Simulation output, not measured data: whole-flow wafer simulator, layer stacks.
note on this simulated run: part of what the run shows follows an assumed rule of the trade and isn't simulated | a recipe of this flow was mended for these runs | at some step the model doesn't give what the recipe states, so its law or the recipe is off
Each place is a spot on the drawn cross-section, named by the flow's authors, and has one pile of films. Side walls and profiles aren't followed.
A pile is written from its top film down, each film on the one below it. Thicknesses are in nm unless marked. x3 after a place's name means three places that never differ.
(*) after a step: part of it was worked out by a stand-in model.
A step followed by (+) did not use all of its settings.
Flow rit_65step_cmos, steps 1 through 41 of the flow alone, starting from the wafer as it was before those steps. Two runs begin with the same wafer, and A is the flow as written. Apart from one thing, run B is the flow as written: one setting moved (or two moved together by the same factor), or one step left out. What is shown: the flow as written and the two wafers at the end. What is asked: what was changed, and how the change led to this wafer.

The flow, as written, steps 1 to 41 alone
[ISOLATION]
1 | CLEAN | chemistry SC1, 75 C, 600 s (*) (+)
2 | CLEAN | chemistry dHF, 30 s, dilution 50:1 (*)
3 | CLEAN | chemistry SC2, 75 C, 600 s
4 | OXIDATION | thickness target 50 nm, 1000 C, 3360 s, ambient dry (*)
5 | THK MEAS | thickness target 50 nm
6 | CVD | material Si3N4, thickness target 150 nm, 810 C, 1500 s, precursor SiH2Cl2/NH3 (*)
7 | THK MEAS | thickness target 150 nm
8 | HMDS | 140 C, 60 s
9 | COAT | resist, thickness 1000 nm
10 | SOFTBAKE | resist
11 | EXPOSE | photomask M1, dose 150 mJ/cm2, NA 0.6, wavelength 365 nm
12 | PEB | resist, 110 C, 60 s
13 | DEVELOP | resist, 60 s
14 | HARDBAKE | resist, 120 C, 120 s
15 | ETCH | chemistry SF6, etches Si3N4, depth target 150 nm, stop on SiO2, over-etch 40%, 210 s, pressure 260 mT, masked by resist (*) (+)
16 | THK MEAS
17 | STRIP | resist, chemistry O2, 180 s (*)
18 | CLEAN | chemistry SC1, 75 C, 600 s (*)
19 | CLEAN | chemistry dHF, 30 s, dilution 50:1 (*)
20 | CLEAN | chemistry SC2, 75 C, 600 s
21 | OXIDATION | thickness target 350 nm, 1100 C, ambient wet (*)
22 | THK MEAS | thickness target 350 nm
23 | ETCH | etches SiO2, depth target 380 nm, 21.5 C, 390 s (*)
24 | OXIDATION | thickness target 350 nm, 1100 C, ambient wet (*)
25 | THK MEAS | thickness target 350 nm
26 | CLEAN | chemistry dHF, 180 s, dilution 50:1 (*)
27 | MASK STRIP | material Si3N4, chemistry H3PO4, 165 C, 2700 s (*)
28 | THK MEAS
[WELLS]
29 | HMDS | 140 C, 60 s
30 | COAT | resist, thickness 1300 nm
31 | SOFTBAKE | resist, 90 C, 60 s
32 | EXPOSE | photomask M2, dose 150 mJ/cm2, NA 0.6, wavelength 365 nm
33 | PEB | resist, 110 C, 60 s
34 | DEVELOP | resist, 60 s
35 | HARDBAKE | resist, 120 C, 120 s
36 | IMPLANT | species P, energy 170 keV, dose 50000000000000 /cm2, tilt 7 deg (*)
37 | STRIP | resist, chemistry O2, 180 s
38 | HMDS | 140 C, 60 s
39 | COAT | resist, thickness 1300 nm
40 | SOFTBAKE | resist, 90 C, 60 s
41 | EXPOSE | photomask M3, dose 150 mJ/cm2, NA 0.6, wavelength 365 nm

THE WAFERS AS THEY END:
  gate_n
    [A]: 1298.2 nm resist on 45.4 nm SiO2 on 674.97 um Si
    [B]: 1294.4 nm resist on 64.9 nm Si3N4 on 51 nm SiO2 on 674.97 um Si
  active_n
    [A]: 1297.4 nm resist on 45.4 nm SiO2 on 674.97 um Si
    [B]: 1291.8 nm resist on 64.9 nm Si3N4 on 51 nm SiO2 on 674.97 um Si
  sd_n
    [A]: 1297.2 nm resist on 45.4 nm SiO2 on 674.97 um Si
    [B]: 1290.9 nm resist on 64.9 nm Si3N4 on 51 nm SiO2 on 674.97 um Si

What caused this: step 6, CVD: thickness target 360 nm was run, whereas the flow has thickness target 150 nm; step 6, CVD: 3600 s was run, where the flow has 1500 s.

The path from the change to this, step by step:
  6 | CVD | material Si3N4, thickness target 150 nm, 810 C, 1500 s, precursor SiH2Cl2/NH3 (*)
      field, field_pw, field_nw and 11 more: A Si3N4 gains 150 (new film) | B Si3N4 gains 360 (new film)
  15 | ETCH | chemistry SF6, etches Si3N4, depth target 150 nm, stop on SiO2, over-etch 40%, 210 s, pressure 260 mT, masked by resist (*) (+)
      field, field_pw, field_nw, field_p: A Si3N4 loses 150 (all of it), SiO2 loses 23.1 | B Si3N4 loses 210
  18 | CLEAN | chemistry SC1, 75 C, 600 s (*)
      field, field_pw, field_nw, field_p: A SiO2 loses 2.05 | B Si3N4 loses 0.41
  19 | CLEAN | chemistry dHF, 30 s, dilution 50:1 (*)
      field, field_pw, field_nw, field_p: A SiO2 loses 2.78 | B Si3N4 loses 0.43
  21 | OXIDATION | thickness target 350 nm, 1100 C, ambient wet (*)
      gate_n, gate_p, spacer, spacer_p, sd_n, sd_p, contact, m1: A SiO2 gains 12 (new film), Si3N4 loses 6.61, SiO2 gains 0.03 | B SiO2 gains 12 (new film), Si3N4 loses 6.61
      field, field_p: A SiO2 gains 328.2, Si loses 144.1 | B SiO2 gains 12 (new film), Si3N4 loses 6.61
      (and at 2 other places as well)
  23 | ETCH | etches SiO2, depth target 380 nm, 21.5 C, 390 s (*)
      field, field_p: A SiO2 loses 351.3 (all of it), Si loses 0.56 | B SiO2 loses 12 (all of it), Si3N4 loses 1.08
      field_pw, field_nw: A SiO2 loses 355.4 (all of it), Si loses 0.49 | B SiO2 loses 12 (all of it), Si3N4 loses 1.08
      (and at 10 other places as well)
  24 | OXIDATION | thickness target 350 nm, 1100 C, ambient wet (*)
      field, field_pw, field_nw, field_p: A SiO2 gains 350 (new film), Si loses 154 | B SiO2 gains 12 (new film), Si3N4 loses 6.61
  26 | CLEAN | chemistry dHF, 180 s, dilution 50:1 (*)
      field, field_pw, field_nw, field_p: A SiO2 loses 16.7 | B SiO2 loses 12 (all of it), Si3N4 loses 0.44
  27 | MASK STRIP | material Si3N4, chemistry H3PO4, 165 C, 2700 s (*)
      active_n, active_p, gate_n and 7 more: A Si3N4 loses 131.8 (all of it), SiO2 loses 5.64 | B Si3N4 loses 279.6
      field, field_pw, field_nw, field_p: A SiO2 loses 10.7 | B Si3N4 loses 134.4 (all of it), SiO2 loses 5.54
  30 | COAT | resist, thickness 1300 nm
      field: A resist gains 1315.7 (new film) | B resist gains 1351.8 (new film)
      field_p: A resist gains 1315.7 (new film) | B resist gains 1351.6 (new film)
  33 | PEB | resist, 110 C, 60 s
      field, field_p: A resist loses 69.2 | B resist loses 71.1
  34 | DEVELOP | resist, 60 s
      field_p: A resist loses 1246.5 (all of it) | B resist loses 1280.5 (all of it)
  35 | HARDBAKE | resist, 120 C, 120 s
      field: A resist loses 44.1 | B resist loses 45.3
      field_pw: A resist loses 44 | B resist loses 44.9
  37 | STRIP | resist, chemistry O2, 180 s
      field: A resist loses 1202.4 (all of it) | B resist loses 1235.4 (all of it)
  39 | COAT | resist, thickness 1300 nm
      field: A resist gains 1315.7 (new film) | B resist gains 1351.8 (new film)
      field_p: A resist gains 1315.7 (new film) | B resist gains 1351.6 (new film)
